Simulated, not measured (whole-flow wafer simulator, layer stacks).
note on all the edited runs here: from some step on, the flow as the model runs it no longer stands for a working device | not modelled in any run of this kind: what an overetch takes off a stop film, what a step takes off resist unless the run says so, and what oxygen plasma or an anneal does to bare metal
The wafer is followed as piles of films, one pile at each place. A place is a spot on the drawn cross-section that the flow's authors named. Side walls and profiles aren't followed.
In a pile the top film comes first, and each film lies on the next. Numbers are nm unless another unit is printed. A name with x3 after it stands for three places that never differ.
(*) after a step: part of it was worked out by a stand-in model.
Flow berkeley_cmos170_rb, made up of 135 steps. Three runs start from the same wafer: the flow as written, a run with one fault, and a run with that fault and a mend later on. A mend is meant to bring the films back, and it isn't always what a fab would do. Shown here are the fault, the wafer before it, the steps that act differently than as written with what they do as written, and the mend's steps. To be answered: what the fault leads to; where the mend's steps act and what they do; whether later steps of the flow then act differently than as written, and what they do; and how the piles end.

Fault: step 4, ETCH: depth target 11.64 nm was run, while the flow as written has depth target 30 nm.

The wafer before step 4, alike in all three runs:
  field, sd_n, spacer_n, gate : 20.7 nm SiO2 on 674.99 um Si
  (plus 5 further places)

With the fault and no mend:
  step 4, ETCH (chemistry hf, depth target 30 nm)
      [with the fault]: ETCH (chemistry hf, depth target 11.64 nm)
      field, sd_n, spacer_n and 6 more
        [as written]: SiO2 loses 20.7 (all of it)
        [with the fault]: SiO2 loses 11.6
  Steps later in the flow that act otherwise than as written:
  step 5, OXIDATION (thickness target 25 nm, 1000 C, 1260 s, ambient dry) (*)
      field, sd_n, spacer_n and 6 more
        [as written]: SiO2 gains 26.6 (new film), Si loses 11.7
        [with the fault]: SiO2 gains 20.1, Si loses 8.84
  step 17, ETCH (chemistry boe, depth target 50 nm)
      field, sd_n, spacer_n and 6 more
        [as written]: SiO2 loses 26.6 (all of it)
        [with the fault]: SiO2 loses 29.1 (all of it)
  When the end is reached, the piles differ only a little from the flow's at the places that both follow, at most by 2% or 0.5 nm, whichever is larger.

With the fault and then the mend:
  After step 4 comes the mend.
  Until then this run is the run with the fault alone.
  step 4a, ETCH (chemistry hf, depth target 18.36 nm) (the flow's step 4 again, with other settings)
      field, sd_n, spacer_n and 6 more
        SiO2 loses 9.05 (all of it)
  None of the later steps of the flow acts differently than as written at any place that is followed.
  At every place that both follow, the piles at the end match the flow's.
